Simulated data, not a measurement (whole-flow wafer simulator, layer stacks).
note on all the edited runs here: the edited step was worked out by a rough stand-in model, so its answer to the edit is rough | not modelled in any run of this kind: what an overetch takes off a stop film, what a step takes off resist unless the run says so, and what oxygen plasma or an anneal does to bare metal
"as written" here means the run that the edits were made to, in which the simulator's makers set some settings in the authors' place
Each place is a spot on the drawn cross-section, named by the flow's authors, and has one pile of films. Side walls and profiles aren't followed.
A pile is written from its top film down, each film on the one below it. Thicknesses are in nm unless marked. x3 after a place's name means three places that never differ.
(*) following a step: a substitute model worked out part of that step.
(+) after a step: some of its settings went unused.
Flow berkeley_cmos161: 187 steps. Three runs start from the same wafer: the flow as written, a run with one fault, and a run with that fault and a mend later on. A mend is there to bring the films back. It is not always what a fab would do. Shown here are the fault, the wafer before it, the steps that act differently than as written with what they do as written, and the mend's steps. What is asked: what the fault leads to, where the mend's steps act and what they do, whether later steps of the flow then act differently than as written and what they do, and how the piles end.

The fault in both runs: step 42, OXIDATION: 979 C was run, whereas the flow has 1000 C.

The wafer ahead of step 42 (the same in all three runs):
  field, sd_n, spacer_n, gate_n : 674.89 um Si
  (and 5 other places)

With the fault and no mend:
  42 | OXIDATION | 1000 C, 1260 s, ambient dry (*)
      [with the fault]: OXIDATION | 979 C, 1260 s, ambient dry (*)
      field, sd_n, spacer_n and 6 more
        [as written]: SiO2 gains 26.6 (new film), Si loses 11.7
        [with the fault]: SiO2 gains 21.5 (new film), Si loses 9.47
  Steps later in the flow that act otherwise than as written (47 other steps are not shown; they differ only slightly, by no more than 2% or 0.5 nm, whichever is larger):
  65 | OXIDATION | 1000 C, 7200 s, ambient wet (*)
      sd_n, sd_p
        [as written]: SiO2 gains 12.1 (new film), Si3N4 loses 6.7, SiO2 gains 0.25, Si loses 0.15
        [with the fault]: SiO2 gains 12.1 (new film), Si3N4 loses 6.7, SiO2 gains 0.05
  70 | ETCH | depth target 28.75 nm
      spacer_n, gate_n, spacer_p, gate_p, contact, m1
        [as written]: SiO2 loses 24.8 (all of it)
        [with the fault]: SiO2 loses 19.8 (all of it)
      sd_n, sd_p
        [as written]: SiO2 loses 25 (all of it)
        [with the fault]: SiO2 loses 19.8 (all of it)
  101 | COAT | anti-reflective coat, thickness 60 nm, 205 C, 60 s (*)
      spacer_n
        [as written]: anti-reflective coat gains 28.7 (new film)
        [with the fault]: anti-reflective coat gains 29.4 (new film)
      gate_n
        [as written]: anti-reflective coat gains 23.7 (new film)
        [with the fault]: anti-reflective coat gains 24.4 (new film)
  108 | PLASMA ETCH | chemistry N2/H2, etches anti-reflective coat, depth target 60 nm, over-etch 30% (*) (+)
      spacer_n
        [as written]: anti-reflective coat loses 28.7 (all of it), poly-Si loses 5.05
        [with the fault]: anti-reflective coat loses 29.4 (all of it), poly-Si loses 4.95
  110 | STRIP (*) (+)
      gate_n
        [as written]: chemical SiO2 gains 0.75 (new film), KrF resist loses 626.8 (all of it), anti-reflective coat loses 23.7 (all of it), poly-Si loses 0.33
        [with the fault]: chemical SiO2 gains 0.75 (new film), KrF resist loses 624.8 (all of it), anti-reflective coat loses 24.4 (all of it), poly-Si loses 0.33
  The piles end only slightly different from the flow's at the places that both follow, by no more than 2% or 0.5 nm, whichever is larger.

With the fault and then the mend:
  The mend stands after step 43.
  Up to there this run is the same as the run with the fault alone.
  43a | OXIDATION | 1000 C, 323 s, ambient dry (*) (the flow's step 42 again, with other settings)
      field, sd_n, spacer_n and 6 more
        SiO2 gains 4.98, Si loses 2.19
  None of the later steps of the flow differs from how it acts as written, at any place that is followed, by more than 2% or 0.5 nm, whichever is larger.
  The piles end the same as the flow's at every place that both follow.
